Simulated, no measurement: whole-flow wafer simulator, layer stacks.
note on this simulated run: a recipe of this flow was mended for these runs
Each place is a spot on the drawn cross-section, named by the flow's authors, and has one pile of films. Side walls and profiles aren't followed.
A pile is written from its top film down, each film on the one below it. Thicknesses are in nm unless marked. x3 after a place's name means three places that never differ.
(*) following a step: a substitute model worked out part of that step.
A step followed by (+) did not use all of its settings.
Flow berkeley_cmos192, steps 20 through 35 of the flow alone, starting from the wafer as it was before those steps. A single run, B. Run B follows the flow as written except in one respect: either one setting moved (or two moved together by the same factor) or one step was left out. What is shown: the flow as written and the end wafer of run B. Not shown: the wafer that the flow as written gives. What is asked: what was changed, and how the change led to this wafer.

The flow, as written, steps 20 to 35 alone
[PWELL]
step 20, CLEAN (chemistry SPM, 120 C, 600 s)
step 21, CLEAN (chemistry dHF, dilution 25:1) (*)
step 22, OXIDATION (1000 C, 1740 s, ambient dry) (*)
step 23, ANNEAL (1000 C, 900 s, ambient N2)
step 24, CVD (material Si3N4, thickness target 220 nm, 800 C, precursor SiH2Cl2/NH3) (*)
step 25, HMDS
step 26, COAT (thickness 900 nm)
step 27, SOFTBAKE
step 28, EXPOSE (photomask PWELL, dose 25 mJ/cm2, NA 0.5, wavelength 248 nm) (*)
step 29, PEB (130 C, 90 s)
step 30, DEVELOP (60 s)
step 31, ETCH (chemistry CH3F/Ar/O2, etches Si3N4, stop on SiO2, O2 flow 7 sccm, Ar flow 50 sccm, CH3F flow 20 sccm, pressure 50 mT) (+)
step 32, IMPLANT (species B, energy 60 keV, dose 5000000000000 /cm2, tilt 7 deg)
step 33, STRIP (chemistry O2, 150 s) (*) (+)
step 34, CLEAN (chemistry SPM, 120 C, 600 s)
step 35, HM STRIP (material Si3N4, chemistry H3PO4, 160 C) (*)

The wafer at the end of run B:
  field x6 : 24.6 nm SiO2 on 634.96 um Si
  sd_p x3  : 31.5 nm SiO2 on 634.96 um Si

What caused this: step 35, HM STRIP: 139 C was run, whereas the flow has 160 C.

Step by step, how the change led to this:
  step 35, HM STRIP (material Si3N4, chemistry H3PO4, 160 C) (*)
      field x6: -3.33 SiO2 (it would be, as written: -17.1 SiO2)
      sd_p x3: -220 Si3N4 (all of it), -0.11 SiO2 (it would be, as written: -220 Si3N4 (all of it), -9.71 SiO2)
